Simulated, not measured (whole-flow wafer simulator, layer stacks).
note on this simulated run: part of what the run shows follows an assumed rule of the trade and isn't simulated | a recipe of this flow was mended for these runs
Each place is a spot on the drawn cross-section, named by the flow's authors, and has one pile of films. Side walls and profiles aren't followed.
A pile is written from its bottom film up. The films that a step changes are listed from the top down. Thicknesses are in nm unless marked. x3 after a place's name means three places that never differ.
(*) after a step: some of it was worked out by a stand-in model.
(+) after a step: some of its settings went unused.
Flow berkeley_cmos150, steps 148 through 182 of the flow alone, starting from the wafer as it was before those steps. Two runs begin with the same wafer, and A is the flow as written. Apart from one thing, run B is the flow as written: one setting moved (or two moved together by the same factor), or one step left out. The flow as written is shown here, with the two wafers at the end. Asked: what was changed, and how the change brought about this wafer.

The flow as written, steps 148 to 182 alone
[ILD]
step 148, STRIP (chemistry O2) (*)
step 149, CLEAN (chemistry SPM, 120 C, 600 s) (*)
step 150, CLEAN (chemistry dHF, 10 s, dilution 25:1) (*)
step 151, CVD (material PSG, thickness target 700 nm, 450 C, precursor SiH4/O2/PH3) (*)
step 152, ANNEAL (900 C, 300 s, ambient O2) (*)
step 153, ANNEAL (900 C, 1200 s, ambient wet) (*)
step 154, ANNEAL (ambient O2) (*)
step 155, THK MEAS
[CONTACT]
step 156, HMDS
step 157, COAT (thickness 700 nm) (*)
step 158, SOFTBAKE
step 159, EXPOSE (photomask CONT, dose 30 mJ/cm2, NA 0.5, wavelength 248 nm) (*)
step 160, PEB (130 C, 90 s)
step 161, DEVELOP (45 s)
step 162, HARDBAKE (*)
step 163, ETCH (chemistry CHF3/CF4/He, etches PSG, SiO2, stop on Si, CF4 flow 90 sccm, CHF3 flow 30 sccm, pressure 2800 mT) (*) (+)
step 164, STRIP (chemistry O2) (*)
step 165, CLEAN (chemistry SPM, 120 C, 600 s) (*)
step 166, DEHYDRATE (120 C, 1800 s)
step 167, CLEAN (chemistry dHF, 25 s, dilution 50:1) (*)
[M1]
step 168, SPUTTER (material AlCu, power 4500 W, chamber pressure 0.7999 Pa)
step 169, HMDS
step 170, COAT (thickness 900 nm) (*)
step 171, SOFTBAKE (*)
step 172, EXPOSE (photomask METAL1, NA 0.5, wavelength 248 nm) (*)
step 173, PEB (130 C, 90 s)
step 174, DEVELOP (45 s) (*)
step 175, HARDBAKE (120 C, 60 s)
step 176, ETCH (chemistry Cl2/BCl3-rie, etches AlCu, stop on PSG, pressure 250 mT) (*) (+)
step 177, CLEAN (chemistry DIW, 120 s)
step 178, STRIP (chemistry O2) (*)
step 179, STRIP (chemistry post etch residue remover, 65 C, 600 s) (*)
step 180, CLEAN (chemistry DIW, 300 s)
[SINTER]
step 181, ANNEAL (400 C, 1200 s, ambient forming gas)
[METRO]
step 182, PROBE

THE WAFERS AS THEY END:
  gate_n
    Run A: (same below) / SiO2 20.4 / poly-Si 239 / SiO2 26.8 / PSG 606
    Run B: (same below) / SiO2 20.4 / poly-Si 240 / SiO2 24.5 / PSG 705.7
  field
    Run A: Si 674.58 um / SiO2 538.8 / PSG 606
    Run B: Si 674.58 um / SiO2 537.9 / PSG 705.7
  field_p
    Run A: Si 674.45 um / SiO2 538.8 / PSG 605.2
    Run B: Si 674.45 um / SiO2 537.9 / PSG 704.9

Cause: step 151, CVD: thickness target 805 nm was run, though the flow has thickness target 700 nm.

Step by step, how the change led to this:
  step 151, CVD (material PSG, thickness target 700 nm, 450 C, precursor SiH4/O2/PH3) (*)
      field, field_p, sd_n, gate_n, gate_p, contact, m1: A +700 PSG (new film) | B +805 PSG (new film)
      sd_p: A +639.5 PSG (new film) | B +785 PSG (new film)
  step 153, ANNEAL (900 C, 1200 s, ambient wet) (*)
      sd_n, contact, m1: A -35 PSG, +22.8 SiO2, -10 Si | B -40.2 PSG, +21.1 SiO2, -9.29 Si
      field, field_p: A -35 PSG, +16.3 SiO2, -7.15 Si | B -40.2 PSG, +15.4 SiO2, -6.77 Si
      (also at 3 further places)
  step 157, COAT (thickness 700 nm) (*)
      sd_p: A +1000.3 KrF-resist (new film) | B +965.7 KrF-resist (new film)
  step 163, ETCH (chemistry CHF3/CF4/He, etches PSG, SiO2, stop on Si, CF4 flow 90 sccm, CHF3 flow 30 sccm, pressure 2800 mT) (*) (+)
      field, field_p, sd_n, gate_n, sd_p, gate_p, m1: A -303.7 KrF-resist | B -338.7 KrF-resist
      contact: A -665 PSG (all of it), -38.1 SiO2 (all of it), -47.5 Si | B -764.8 PSG (all of it), -36.4 SiO2 (all of it), -47.5 Si
  step 164, STRIP (chemistry O2) (*)
      field: A -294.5 KrF-resist (all of it) | B -260 KrF-resist (all of it)
      field_p: A -397.1 KrF-resist (all of it) | B -363.9 KrF-resist (all of it)
      (also at 5 further places)
  step 168, SPUTTER (material AlCu, power 4500 W, chamber pressure 0.7999 Pa)
      sd_p: A +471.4 AlCu (new film) | B +492.2 AlCu (new film)
      contact: A +443.6 AlCu (new film) | B +421.1 AlCu (new film)
  step 170, COAT (thickness 900 nm) (*)
      sd_p: A +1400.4 thick-KrF-resist (new film) | B +1343.3 thick-KrF-resist (new film)
      contact: A +1720.1 thick-KrF-resist (new film) | B +1811.6 thick-KrF-resist (new film)
  step 174, DEVELOP (45 s) (*)
      sd_p: A -1396.9 thick-KrF-resist (all of it), -10 AlCu | B -1339.9 thick-KrF-resist (all of it), -10 AlCu
  step 175, HARDBAKE (120 C, 60 s)
      contact: A -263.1 thick-KrF-resist | B -277.1 thick-KrF-resist
  step 176, ETCH (chemistry Cl2/BCl3-rie, etches AlCu, stop on PSG, pressure 250 mT) (*) (+)
      sd_p: A -461.4 AlCu (all of it), -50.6 PSG | B -482.2 AlCu (all of it), -48 PSG
  step 178, STRIP (chemistry O2) (*)
      contact: A -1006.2 thick-KrF-resist (all of it) | B -1083.3 thick-KrF-resist (all of it)
      m1: A -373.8 thick-KrF-resist (all of it) | B -365 thick-KrF-resist (all of it)
